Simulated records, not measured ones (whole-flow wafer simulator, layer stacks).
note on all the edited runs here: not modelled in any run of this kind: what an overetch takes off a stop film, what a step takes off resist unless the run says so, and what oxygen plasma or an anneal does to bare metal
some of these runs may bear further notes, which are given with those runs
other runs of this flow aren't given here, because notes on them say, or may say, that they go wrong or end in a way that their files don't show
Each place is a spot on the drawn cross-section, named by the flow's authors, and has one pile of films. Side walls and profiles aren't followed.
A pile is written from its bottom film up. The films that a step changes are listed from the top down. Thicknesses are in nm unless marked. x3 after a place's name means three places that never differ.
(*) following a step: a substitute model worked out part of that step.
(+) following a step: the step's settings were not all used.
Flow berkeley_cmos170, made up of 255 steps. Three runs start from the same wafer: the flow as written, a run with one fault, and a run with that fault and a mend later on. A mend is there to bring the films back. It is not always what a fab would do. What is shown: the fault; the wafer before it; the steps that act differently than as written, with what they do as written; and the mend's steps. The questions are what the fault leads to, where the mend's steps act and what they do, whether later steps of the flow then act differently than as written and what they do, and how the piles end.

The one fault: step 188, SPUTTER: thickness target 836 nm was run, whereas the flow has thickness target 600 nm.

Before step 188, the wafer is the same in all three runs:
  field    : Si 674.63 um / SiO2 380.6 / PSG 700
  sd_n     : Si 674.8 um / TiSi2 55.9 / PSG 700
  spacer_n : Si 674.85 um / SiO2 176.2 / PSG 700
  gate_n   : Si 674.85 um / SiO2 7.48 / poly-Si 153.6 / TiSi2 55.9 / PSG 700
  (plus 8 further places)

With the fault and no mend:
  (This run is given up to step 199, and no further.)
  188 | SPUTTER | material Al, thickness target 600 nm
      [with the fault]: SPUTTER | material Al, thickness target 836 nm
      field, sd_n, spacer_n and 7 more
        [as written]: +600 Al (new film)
        [with the fault]: +836 Al (new film)
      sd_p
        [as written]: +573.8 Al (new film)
        [with the fault]: +807.1 Al (new film)
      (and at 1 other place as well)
  Steps further on in the flow that do not act as written (not shown: 1 more step that differs only slightly, by at most 2% or 0.5 nm, whichever is larger):
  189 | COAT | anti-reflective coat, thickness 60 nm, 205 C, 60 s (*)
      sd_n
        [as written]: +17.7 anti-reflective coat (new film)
        [with the fault]: +25.3 anti-reflective coat (new film)
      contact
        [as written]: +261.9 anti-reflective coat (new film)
        [with the fault]: +296.3 anti-reflective coat (new film)
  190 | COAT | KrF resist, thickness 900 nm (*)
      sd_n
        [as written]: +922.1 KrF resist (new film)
        [with the fault]: +896.3 KrF resist (new film)
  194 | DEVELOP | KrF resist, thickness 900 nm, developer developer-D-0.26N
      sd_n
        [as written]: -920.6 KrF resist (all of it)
        [with the fault]: -894.8 KrF resist (all of it)
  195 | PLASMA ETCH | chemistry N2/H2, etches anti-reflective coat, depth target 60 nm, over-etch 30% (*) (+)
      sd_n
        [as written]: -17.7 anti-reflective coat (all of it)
        [with the fault]: -25.3 anti-reflective coat (all of it)
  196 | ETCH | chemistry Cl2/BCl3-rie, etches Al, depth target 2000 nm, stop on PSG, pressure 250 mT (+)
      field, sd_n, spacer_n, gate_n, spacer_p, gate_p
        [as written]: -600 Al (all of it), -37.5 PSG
        [with the fault]: -836 Al (all of it), -37.5 PSG
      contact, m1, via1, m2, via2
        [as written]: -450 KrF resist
        [with the fault]: -568 KrF resist
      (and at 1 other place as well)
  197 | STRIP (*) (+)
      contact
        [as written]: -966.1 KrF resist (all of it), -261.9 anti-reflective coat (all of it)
        [with the fault]: -864.3 KrF resist (all of it), -296.3 anti-reflective coat (all of it)
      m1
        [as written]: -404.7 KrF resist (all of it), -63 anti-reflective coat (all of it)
        [with the fault]: -283 KrF resist (all of it), -63 anti-reflective coat (all of it)
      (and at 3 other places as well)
  After step 199, at contact, m1, via1, m2, via2, the piles differ from the flow's by more than 2% or 0.5 nm, whichever is larger.
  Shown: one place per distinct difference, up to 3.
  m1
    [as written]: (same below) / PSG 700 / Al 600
    [with the fault]: (same below) / PSG 700 / Al 836
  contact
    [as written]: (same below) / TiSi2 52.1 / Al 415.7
    [with the fault]: (same below) / TiSi2 52.1 / Al 568.3

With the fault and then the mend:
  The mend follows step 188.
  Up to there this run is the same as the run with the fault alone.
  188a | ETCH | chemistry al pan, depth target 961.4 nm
      field, sd_n, spacer_n and 7 more
        -836 Al (all of it)
      sd_p
        -807.1 Al (all of it)
      contact
        -568.3 Al (all of it)
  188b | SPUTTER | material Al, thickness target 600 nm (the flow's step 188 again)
      field, sd_n, spacer_n and 7 more
        +600 Al (new film)
      sd_p
        +573.8 Al (new film)
      contact
        +415.7 Al (new film)
  Every later step of the flow that is run acts as written at every place that is followed.
  At every place that both follow, the piles at the end match the flow's.
